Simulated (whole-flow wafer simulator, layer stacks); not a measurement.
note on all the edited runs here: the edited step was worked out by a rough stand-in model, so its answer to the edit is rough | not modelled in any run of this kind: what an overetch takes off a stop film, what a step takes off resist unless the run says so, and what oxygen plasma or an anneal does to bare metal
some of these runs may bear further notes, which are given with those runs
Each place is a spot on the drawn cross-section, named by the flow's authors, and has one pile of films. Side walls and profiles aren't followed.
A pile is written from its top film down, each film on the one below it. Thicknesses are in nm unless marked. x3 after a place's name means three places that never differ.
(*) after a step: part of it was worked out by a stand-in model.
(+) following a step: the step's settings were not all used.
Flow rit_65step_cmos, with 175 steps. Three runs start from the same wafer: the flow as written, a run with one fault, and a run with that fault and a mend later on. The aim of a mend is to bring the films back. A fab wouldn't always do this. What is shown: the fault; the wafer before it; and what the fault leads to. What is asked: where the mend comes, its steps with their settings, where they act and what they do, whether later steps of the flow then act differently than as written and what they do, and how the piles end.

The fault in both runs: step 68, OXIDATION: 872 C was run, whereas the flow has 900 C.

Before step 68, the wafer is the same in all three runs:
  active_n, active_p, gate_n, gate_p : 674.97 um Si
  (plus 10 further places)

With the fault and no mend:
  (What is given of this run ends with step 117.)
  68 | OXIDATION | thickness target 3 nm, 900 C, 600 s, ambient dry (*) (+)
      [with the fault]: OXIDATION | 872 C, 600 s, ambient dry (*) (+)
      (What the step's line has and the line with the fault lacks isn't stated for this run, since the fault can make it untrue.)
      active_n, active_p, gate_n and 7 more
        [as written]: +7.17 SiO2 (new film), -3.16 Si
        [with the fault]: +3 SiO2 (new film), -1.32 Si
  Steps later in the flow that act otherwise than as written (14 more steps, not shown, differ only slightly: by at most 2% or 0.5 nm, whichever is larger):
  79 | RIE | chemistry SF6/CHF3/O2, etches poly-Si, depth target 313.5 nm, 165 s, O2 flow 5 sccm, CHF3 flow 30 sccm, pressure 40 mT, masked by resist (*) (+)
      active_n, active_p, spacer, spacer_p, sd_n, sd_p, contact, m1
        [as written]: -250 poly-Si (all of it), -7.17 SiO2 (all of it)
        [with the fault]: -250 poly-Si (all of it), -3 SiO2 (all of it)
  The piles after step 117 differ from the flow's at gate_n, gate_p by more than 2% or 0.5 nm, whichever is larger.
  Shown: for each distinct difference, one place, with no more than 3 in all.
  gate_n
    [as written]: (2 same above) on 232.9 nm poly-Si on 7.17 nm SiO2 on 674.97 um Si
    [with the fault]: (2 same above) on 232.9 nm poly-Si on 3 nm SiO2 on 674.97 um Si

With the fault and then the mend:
  The mend stands after step 69.
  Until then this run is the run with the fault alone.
  69a | OXIDATION | 900 C, 488.4 s, ambient dry (*) (+) (the flow's step 68 again, with other settings)
      active_n, active_p, gate_n and 7 more
        +4 SiO2, -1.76 Si
  None of the later steps of the flow differs from how it acts as written, at any place that is followed, by more than 2% or 0.5 nm, whichever is larger.
  At the end the piles are close to the flow's at the places that both follow, differing by at most 2% or 0.5 nm, whichever is larger.
